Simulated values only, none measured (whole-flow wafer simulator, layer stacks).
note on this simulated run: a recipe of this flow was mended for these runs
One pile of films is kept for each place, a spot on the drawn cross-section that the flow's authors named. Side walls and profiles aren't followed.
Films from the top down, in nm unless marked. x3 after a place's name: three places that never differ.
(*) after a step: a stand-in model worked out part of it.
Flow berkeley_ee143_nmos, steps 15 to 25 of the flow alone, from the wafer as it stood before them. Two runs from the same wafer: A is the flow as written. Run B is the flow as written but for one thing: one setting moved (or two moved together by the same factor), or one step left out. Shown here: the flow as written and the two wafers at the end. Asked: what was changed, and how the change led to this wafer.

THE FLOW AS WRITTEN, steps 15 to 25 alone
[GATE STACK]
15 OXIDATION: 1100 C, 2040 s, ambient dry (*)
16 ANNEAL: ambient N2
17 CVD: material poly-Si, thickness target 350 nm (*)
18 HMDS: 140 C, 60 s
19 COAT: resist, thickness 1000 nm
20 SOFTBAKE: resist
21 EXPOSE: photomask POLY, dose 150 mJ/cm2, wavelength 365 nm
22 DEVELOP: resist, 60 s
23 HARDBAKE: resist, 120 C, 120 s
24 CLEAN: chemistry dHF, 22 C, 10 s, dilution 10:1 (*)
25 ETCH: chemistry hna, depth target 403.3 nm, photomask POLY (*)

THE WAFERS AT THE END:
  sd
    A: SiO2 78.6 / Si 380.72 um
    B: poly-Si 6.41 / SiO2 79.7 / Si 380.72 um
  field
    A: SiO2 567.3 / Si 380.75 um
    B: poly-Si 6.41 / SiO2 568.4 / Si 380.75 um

The cause: step 25, ETCH: depth target 343.6 nm was run, where the flow has depth target 403.3 nm.

How the change led to this, step by step:
  25 ETCH: chemistry hna, depth target 403.3 nm, photomask POLY (*)
      sd, contact, field: A poly-Si -350 (all of it), SiO2 -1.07 | B poly-Si -343.6
